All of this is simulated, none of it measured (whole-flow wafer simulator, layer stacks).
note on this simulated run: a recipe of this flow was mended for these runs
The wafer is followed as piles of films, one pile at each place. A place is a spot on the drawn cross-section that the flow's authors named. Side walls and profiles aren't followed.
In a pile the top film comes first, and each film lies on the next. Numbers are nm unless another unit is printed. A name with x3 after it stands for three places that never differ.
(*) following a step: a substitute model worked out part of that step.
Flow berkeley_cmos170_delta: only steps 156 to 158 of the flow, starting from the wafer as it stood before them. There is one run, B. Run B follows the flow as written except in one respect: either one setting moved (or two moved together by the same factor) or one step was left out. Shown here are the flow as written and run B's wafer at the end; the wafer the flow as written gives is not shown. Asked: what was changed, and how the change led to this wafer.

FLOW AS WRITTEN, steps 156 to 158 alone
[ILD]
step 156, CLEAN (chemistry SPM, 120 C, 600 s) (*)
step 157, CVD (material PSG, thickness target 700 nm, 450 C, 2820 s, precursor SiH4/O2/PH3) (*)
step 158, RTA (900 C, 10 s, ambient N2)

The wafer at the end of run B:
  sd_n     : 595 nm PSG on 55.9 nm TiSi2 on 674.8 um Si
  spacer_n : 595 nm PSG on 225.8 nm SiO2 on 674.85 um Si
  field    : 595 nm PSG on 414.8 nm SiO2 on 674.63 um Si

The reason: step 157, CVD: thickness target 595 nm was run, though the flow has thickness target 700 nm; step 157, CVD: 2397 s was run, where the flow has 2820 s.
The wafer lets one read it off: sd_n has PSG 595, and step 157 as written asks for 700 nm.

The path from the change to this, step by step:
  step 157, CVD (material PSG, thickness target 700 nm, 450 C, 2820 s, precursor SiH4/O2/PH3) (*)
      field, sd_n, spacer_n, gate, spacer_p, gate_p, contact x2: PSG gains 595 (new film) (in the flow as written it would be: PSG gains 700 (new film))
      sd_p: PSG gains 562.4 (new film) (in the flow as written it would be: PSG gains 659.7 (new film))
